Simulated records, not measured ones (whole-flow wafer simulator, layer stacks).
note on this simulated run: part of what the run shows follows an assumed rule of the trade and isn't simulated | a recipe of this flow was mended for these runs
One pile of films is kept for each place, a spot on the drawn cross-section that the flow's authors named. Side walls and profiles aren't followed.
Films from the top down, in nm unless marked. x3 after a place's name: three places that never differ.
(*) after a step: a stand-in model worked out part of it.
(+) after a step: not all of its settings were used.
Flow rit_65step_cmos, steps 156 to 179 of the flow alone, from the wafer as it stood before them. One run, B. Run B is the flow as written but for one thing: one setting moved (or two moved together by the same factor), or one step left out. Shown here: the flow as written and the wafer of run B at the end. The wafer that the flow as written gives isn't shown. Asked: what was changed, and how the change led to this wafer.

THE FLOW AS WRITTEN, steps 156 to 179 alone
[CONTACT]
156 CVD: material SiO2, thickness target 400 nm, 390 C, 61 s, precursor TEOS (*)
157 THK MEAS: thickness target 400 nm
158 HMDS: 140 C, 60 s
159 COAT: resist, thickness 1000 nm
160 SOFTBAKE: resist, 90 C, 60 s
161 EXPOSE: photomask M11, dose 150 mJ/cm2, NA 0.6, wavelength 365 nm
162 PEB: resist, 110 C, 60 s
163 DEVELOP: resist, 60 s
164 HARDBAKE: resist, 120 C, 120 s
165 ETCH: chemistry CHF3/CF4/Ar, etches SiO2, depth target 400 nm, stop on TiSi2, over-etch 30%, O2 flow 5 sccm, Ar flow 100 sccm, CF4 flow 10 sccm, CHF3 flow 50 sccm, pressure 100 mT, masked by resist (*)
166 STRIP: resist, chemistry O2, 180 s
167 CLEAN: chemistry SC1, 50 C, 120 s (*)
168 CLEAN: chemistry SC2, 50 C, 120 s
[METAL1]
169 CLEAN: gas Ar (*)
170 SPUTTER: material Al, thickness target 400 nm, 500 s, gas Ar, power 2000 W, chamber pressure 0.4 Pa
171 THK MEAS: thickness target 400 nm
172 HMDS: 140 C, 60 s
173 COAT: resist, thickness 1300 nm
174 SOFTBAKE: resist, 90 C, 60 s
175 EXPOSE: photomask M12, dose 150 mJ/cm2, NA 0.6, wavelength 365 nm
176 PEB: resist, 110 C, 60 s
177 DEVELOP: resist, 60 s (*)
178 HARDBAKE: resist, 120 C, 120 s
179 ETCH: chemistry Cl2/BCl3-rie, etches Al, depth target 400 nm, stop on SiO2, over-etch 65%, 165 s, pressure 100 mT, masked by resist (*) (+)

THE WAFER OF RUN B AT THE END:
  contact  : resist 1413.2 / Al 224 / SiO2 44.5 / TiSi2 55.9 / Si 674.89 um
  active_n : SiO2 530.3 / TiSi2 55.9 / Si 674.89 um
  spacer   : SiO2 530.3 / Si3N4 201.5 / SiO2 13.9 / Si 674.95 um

The cause: step 156, CVD: thickness target 570 nm was run, where the flow has thickness target 400 nm; step 156, CVD: 87 s was run, where the flow has 61 s.

How the change led to this, step by step:
  156 CVD: material SiO2, thickness target 400 nm, 390 C, 61 s, precursor TEOS (*)
      active_n, active_p, gate_n and 7 more: SiO2 +570 (new film) (as written it would be: SiO2 +400 (new film))
      field, field_pw, field_nw, field_p: SiO2 +570 (as written it would be: SiO2 +400)
  165 ETCH: chemistry CHF3/CF4/Ar, etches SiO2, depth target 400 nm, stop on TiSi2, over-etch 30%, O2 flow 5 sccm, Ar flow 100 sccm, CF4 flow 10 sccm, CHF3 flow 50 sccm, pressure 100 mT, masked by resist (*)
      contact: SiO2 -520 (as written it would be: SiO2 -400 (all of it), TiSi2 -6)
  169 CLEAN: gas Ar (*)
      contact: SiO2 -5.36 (as written it would be: TiSi2 -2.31)
  170 SPUTTER: material Al, thickness target 400 nm, 500 s, gas Ar, power 2000 W, chamber pressure 0.4 Pa
      contact: Al +224 (new film) (as written it would be: Al +255.4 (new film))
  173 COAT: resist, thickness 1300 nm
      contact: resist +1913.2 (new film) (as written it would be: resist +1785.1 (new film))
  176 PEB: resist, 110 C, 60 s
      contact: resist -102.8 (as written it would be: resist -95.5)
  178 HARDBAKE: resist, 120 C, 120 s
      contact: resist -67.2 (as written it would be: resist -62.1)
